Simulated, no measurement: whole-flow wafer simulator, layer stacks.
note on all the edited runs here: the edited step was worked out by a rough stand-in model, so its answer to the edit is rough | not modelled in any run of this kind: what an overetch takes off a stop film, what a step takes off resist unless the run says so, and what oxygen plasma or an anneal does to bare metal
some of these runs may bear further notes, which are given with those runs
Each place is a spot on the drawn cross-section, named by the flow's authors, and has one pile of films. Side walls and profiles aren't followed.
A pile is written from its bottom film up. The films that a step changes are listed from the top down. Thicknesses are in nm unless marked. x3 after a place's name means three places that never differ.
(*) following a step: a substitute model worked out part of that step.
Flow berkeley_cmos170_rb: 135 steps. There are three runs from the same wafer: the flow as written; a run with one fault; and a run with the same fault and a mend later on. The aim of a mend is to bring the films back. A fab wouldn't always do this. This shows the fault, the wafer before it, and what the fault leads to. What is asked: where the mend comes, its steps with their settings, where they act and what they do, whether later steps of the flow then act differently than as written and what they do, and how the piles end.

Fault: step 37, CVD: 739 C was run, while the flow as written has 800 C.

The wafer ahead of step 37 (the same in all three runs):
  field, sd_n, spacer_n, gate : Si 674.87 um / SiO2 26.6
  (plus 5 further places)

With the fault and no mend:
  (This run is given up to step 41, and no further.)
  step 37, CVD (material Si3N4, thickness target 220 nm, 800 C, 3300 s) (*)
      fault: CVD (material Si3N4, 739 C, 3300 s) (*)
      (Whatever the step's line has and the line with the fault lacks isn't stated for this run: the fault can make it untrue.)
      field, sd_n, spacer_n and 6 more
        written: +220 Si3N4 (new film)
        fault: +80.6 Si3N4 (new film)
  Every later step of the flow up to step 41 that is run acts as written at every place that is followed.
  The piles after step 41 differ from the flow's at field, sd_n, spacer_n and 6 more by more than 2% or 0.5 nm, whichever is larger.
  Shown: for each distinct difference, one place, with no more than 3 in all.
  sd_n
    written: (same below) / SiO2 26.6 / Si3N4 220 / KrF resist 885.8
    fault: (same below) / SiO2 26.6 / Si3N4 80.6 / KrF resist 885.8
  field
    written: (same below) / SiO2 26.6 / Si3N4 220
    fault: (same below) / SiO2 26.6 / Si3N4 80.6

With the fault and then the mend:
  The mend follows step 37.
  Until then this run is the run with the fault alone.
  step 37a, CVD (material Si3N4, thickness target 139.4 nm, 800 C, 2091 s) (*) (the flow's step 37 again, with other settings)
      field, sd_n, spacer_n and 6 more
        +139.4 Si3N4
  Every later step of the flow that is run acts as written, at every place that is followed, to within 2% or 0.5 nm, whichever is larger.
  By the end, the piles equal the flow's at every place that both follow.
